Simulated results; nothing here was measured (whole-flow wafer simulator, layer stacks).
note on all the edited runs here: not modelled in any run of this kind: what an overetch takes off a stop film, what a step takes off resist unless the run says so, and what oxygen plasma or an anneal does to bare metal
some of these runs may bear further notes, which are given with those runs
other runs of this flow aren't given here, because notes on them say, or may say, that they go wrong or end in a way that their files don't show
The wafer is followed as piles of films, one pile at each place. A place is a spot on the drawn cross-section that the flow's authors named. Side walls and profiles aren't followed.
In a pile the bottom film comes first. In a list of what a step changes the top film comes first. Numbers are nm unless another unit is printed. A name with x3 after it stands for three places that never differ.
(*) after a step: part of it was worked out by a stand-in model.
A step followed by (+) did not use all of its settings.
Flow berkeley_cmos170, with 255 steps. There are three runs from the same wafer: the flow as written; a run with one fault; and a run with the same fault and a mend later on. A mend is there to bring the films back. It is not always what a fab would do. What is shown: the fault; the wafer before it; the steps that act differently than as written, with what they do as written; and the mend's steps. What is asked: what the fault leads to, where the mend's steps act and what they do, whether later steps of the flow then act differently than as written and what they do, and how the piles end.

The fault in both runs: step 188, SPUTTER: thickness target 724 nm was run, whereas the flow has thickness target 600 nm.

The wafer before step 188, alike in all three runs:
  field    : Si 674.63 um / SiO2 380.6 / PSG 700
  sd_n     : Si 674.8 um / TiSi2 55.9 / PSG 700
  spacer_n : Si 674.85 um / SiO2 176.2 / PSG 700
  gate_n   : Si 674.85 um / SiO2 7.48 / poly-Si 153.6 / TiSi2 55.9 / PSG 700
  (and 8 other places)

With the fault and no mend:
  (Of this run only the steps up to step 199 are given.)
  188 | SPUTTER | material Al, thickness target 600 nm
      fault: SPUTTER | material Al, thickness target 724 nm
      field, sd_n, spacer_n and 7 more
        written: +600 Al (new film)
        fault: +724 Al (new film)
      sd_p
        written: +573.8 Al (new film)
        fault: +696.5 Al (new film)
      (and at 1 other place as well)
  Steps further on in the flow that do not act as written (1 other step is not shown; it differs only slightly, by no more than 2% or 0.5 nm, whichever is larger):
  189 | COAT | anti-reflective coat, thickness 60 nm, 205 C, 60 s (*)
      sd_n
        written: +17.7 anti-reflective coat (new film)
        fault: +21.4 anti-reflective coat (new film)
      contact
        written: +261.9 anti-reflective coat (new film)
        fault: +277.2 anti-reflective coat (new film)
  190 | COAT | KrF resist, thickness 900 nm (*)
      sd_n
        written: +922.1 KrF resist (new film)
        fault: +902 KrF resist (new film)
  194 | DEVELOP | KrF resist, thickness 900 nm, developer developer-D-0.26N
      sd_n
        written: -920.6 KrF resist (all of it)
        fault: -900.6 KrF resist (all of it)
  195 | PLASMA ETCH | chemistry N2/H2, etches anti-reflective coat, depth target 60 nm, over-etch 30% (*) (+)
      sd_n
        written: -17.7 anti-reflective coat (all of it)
        fault: -21.4 anti-reflective coat (all of it)
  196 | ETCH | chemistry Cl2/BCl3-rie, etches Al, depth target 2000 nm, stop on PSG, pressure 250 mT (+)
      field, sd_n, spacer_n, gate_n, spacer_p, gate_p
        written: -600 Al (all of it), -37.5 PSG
        fault: -724 Al (all of it), -37.5 PSG
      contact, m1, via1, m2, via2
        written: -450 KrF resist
        fault: -512 KrF resist
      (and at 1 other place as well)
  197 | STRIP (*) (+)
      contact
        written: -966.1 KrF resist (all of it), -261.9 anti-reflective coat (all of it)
        fault: -902.9 KrF resist (all of it), -277.2 anti-reflective coat (all of it)
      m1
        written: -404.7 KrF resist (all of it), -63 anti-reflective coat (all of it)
        fault: -338.9 KrF resist (all of it), -63.1 anti-reflective coat (all of it)
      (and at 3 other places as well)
  After step 199, at contact, m1, via1, m2, via2, the piles differ from the flow's by more than 2% or 0.5 nm, whichever is larger.
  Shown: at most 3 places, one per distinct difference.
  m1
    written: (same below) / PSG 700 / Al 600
    fault: (same below) / PSG 700 / Al 724
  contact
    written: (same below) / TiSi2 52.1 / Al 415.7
    fault: (same below) / TiSi2 52.1 / Al 496.8

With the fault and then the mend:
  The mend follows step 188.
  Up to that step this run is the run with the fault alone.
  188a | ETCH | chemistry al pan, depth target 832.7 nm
      field, sd_n, spacer_n and 7 more
        -724 Al (all of it)
      sd_p
        -696.5 Al (all of it)
      contact
        -496.8 Al (all of it)
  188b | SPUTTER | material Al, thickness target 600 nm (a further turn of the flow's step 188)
      field, sd_n, spacer_n and 7 more
        +600 Al (new film)
      sd_p
        +573.8 Al (new film)
      contact
        +415.7 Al (new film)
  Every later step of the flow that is run acts as written at every place that is followed.
  The piles end the same as the flow's at every place that both follow.
